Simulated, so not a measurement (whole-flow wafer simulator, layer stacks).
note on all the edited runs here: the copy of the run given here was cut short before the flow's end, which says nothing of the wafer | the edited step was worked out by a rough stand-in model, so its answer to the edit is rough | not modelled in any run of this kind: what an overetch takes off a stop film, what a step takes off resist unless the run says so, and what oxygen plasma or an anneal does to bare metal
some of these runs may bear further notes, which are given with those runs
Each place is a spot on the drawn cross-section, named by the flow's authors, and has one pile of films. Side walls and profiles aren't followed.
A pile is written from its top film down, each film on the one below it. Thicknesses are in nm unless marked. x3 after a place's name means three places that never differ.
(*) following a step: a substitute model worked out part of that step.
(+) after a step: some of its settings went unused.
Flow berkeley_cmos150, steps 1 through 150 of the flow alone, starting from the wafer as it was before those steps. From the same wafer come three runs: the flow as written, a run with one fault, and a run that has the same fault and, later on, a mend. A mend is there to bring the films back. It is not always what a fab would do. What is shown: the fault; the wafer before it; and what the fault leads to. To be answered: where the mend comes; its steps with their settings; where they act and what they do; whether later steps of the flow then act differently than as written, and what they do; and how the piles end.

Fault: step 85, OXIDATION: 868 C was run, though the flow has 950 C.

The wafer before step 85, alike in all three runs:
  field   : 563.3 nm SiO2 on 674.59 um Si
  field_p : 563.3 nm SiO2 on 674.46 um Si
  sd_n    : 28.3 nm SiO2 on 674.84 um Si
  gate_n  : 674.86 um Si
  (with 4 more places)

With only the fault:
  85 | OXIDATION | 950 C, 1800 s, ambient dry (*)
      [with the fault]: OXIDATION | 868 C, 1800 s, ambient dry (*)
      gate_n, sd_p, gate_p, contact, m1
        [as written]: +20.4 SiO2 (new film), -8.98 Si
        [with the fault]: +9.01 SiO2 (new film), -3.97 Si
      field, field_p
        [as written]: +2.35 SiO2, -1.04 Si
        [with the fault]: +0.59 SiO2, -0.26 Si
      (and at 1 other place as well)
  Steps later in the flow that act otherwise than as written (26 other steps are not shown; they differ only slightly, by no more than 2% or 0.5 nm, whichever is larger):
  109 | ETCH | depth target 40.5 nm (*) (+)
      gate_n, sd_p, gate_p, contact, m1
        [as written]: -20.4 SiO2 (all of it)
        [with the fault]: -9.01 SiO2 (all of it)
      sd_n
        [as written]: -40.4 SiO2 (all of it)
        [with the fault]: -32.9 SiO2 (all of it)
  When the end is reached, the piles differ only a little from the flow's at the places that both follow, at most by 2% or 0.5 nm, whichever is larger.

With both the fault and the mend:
  The mend follows step 94.
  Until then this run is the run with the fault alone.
  94a | STRIP (*) (+)
      field_p
        -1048 KrF resist (all of it)
      sd_p
        -1276.3 KrF resist (all of it)
      gate_p
        -1250.6 KrF resist (all of it)
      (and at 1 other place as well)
  94b | CLEAN | chemistry SPM, 600 s (the flow's step 77 again)
      alters no film at any place that is followed
  94c | OXIDATION | 950 C, 1234 s, ambient dry (*) (the flow's step 85 again, with other settings)
      gate_n, sd_p, gate_p, contact, m1
        +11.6 SiO2, -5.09 Si
      field, field_p
        +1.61 SiO2, -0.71 Si
      sd_n
        +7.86 SiO2, -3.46 Si
  94d | HMDS (the flow's step 88 again)
      alters no film at any place that is followed
  94e | COAT | KrF resist, thickness 1100 nm (*) (the flow's step 89 again)
      field
        +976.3 KrF resist (new film)
      field_p
        +1087.9 KrF resist (new film)
      sd_n
        +1242.7 KrF resist (new film)
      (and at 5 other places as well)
  94f | SOFTBAKE | KrF resist (the flow's step 90 again)
      alters no film at any place that is followed
  94g | EXPOSE | photomask NWELL INV, NA 0.5, wavelength 248 nm (*) (the flow's step 91 again)
      alters no film at any place that is followed
  94h | PEB | KrF resist, 110 C, 90 s (the flow's step 92 again)
      field
        -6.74 KrF resist
      field_p
        -7.53 KrF resist
      sd_n
        -8.63 KrF resist
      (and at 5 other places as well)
  94i | DEVELOP | KrF resist, thickness 1100 nm, developer developer-D-0.26N, 45 s (the flow's step 93 again)
      field_p, sd_p, gate_p, m1
        -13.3 KrF resist
      field
        -969.5 KrF resist (all of it)
      sd_n
        -1234.1 KrF resist (all of it)
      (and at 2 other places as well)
  94j | HARDBAKE | 120 C, 7200 s (the flow's step 94 again)
      field_p
        -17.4 KrF resist
      sd_p
        -21.4 KrF resist
      gate_p
        -20.9 KrF resist
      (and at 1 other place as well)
  Later steps of the flow that are run all act as written at every place that is followed, up to a difference of at most 2% or 0.5 nm, whichever is larger.
  When the end is reached, the piles differ only a little from the flow's at the places that both follow, at most by 2% or 0.5 nm, whichever is larger.
